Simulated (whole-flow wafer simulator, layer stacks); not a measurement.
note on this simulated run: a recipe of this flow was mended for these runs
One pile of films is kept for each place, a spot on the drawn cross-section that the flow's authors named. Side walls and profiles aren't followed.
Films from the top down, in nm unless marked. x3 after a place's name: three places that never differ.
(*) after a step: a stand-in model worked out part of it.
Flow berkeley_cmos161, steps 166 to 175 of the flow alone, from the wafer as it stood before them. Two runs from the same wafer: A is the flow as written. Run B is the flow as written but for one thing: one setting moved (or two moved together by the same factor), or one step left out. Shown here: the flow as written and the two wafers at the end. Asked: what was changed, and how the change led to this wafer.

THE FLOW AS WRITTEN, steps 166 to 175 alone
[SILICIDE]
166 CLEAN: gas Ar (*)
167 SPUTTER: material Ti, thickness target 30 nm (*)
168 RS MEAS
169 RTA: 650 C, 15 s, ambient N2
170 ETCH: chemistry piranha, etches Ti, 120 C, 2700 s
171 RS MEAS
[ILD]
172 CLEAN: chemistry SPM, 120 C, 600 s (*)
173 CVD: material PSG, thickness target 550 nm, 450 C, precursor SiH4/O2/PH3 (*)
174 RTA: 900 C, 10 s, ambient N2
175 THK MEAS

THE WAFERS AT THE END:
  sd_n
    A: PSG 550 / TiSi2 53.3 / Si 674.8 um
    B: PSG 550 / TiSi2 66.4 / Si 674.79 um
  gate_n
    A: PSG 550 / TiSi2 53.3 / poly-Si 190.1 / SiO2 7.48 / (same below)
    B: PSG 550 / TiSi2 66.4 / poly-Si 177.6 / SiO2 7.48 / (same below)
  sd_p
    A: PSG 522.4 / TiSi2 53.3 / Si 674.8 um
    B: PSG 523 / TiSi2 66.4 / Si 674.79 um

The cause: step 167, SPUTTER: thickness target 37 nm was run, where the flow has thickness target 30 nm.

How the change led to this, step by step:
  167 SPUTTER: material Ti, thickness target 30 nm (*)
      field, sd_n, spacer_n, gate_n, sd_p, spacer_p, gate_p, contact x2: A Ti +30 (new film) | B Ti +37 (new film)
  169 RTA: 650 C, 15 s, ambient N2
      sd_n, sd_p, contact x2: A Ti -23.4, TiSi first +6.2 (new film), TiSi2 C49 +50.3 (new film), Si -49 | B Ti -28.9, TiSi first +21.1 (new film), TiSi2 C49 +42.1 (new film), Si -51.5
      gate_n, gate_p: A Ti -23.4, TiSi first +6.2 (new film), TiSi2 C49 +50.3 (new film), poly-Si -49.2 | B Ti -28.9, TiSi first +21.1 (new film), TiSi2 C49 +42.1 (new film), poly-Si -51.7
  170 ETCH: chemistry piranha, etches Ti, 120 C, 2700 s
      sd_n, gate_n, sd_p, gate_p, contact x2: A Ti -6.6 (all of it), TiSi first -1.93 | B Ti -8.14 (all of it), TiSi first -1.93
      field, spacer_n, spacer_p: A Ti -30 (all of it) | B Ti -37 (all of it)
  174 RTA: 900 C, 10 s, ambient N2
      sd_n, sd_p, contact x2: A under 1 film: TiSi2 +53.3 (new film), TiSi first -4.27 (all of it), TiSi2 C49 -50.3 (all of it), Si -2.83 | B under 1 film: TiSi2 +66.4 (new film), TiSi first -19.1 (all of it), TiSi2 C49 -42.1 (all of it), Si -12.7
      gate_n, gate_p: A under 1 film: TiSi2 +53.3 (new film), TiSi first -4.27 (all of it), TiSi2 C49 -50.3 (all of it), poly-Si -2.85 | B under 1 film: TiSi2 +66.4 (new film), TiSi first -19.1 (all of it), TiSi2 C49 -42.1 (all of it), poly-Si -12.8
